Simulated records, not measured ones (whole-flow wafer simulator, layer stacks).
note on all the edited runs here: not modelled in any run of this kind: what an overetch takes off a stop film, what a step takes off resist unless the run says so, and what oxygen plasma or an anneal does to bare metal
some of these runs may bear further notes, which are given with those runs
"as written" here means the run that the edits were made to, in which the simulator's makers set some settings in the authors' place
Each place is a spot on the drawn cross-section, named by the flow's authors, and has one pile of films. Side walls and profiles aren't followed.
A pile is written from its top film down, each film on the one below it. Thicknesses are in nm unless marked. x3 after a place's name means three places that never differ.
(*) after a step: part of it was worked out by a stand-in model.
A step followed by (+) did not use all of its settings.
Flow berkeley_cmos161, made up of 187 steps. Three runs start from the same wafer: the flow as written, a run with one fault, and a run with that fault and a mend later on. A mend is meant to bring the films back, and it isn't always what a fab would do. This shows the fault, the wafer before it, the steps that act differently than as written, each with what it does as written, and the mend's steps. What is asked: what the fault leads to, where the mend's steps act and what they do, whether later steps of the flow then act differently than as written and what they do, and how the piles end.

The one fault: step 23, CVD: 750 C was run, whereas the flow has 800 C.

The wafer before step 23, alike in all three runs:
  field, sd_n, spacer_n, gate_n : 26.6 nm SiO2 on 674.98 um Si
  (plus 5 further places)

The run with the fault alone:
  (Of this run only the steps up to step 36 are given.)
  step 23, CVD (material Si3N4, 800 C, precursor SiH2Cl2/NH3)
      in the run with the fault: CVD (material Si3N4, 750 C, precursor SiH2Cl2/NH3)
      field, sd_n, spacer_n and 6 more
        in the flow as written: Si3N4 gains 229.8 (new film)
        in the run with the fault: Si3N4 gains 117.7 (new film)
  Steps later in the flow that act otherwise than as written (1 more step, not shown, differs only slightly: by at most 2% or 0.5 nm, whichever is larger):
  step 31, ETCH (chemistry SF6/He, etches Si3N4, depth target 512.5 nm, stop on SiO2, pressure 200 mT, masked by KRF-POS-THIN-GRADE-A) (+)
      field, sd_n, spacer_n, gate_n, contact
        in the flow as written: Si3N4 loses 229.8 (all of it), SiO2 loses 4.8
        in the run with the fault: Si3N4 loses 117.7 (all of it), SiO2 loses 4.8
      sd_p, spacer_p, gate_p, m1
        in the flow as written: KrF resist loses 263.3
        in the run with the fault: KrF resist loses 141.5
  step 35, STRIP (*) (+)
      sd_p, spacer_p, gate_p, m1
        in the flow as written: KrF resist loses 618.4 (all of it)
        in the run with the fault: KrF resist loses 740.1 (all of it)
  After step 36, at sd_p, spacer_p, gate_p, m1, the piles differ from the flow's by more than 2% or 0.5 nm, whichever is larger.
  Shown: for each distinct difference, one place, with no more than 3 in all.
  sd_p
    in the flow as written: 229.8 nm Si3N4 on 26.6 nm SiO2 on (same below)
    in the run with the fault: 117.7 nm Si3N4 on 26.6 nm SiO2 on (same below)

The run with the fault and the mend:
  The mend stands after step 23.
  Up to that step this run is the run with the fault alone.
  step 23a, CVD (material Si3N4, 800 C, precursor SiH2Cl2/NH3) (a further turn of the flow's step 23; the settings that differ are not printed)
      field, sd_n, spacer_n and 6 more
        Si3N4 gains 112
  None of the later steps of the flow differs from how it acts as written, at any place that is followed, by more than 2% or 0.5 nm, whichever is larger.
  The piles end the same as the flow's at every place that both follow.
